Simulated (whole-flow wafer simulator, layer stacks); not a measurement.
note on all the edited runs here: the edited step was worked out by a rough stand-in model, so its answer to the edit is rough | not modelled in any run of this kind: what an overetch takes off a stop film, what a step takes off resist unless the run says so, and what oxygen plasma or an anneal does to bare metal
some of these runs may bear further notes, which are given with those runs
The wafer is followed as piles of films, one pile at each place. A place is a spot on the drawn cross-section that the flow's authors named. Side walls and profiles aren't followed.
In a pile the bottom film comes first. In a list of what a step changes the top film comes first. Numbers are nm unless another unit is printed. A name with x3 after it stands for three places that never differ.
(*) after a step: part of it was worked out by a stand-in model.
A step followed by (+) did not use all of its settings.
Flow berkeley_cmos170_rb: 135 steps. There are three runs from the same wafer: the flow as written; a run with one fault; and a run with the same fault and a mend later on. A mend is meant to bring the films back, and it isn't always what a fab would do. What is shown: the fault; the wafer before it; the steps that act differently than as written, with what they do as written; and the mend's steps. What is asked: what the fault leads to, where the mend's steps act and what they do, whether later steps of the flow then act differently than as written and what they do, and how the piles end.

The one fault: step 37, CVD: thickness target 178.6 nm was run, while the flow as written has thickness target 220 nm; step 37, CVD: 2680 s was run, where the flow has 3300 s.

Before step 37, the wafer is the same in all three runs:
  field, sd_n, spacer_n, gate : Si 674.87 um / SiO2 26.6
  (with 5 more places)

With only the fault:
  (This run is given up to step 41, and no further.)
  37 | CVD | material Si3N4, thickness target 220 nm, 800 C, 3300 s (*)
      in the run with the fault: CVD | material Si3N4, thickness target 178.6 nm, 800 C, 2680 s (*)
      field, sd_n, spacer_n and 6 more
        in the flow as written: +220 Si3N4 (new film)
        in the run with the fault: +178.6 Si3N4 (new film)
  Every later step of the flow up to step 41 that is run acts as written at every place that is followed.
  Once step 41 is done, the piles at field, sd_n, spacer_n and 6 more depart from the flow's by more than 2% or 0.5 nm, whichever is larger.
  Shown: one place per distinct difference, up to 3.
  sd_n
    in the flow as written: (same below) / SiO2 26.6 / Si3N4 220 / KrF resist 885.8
    in the run with the fault: (same below) / SiO2 26.6 / Si3N4 178.6 / KrF resist 885.8
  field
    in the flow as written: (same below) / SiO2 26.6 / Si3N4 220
    in the run with the fault: (same below) / SiO2 26.6 / Si3N4 178.6

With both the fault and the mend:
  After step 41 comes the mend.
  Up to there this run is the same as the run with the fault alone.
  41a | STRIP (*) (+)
      sd_n, spacer_n, gate, sd_p, spacer_p, gate_p, contact, m1
        -885.8 KrF resist (all of it)
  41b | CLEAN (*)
      alters no film at any place that is followed
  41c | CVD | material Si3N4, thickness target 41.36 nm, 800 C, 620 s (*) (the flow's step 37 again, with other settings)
      field, sd_n, spacer_n and 6 more
        +41.4 Si3N4
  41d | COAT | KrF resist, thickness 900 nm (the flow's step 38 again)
      field, sd_n, spacer_n and 6 more
        +900 KrF resist (new film)
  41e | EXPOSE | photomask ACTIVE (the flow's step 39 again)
      alters no film at any place that is followed
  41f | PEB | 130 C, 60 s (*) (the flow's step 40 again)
      alters no film at any place that is followed
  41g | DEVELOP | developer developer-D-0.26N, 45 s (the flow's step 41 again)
      sd_n, spacer_n, gate, sd_p, spacer_p, gate_p, contact, m1
        -14.2 KrF resist
      field
        -900 KrF resist (all of it)
  Every later step of the flow that is run acts as written, at every place that is followed, to within 2% or 0.5 nm, whichever is larger.
  At every place that both follow, the piles at the end match the flow's.
